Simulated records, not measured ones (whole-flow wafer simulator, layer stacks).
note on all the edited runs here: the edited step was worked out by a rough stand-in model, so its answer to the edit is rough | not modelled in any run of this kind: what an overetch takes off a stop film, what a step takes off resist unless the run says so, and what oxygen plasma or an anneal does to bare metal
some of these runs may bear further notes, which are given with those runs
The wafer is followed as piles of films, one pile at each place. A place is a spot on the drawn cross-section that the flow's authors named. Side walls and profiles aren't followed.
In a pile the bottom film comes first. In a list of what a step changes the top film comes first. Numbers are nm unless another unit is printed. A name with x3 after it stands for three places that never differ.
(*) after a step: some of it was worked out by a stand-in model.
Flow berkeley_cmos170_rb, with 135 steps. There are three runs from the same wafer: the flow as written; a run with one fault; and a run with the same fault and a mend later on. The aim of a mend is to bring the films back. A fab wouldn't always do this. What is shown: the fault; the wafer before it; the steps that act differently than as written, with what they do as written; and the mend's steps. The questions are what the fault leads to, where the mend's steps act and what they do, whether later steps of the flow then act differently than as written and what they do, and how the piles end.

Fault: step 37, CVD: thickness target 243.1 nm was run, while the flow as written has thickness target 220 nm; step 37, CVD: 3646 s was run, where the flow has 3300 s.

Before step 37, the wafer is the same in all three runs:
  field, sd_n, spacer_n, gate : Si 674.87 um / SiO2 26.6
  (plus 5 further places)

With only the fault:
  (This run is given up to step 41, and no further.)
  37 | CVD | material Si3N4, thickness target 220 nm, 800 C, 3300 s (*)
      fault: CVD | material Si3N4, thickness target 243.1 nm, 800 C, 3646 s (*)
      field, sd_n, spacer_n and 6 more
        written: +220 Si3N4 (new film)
        fault: +243.1 Si3N4 (new film)
  Every later step of the flow up to step 41 that is run acts as written at every place that is followed.
  Once step 41 is done, the piles at field, sd_n, spacer_n and 6 more depart from the flow's by more than 2% or 0.5 nm, whichever is larger.
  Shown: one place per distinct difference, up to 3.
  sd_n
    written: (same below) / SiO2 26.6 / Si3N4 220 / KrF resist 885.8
    fault: (same below) / SiO2 26.6 / Si3N4 243.1 / KrF resist 885.8
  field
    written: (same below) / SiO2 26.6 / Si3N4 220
    fault: (same below) / SiO2 26.6 / Si3N4 243.1

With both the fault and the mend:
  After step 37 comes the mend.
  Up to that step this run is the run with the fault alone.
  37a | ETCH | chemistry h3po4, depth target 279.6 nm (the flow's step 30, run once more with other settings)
      field, sd_n, spacer_n and 6 more
        -243.1 Si3N4 (all of it)
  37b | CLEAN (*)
      leaves every film unchanged at each place that is followed
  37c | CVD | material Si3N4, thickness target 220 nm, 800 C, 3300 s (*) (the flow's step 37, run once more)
      field, sd_n, spacer_n and 6 more
        +220 Si3N4 (new film)
  Every later step of the flow that is run acts as written at every place that is followed.
  By the end, the piles equal the flow's at every place that both follow.
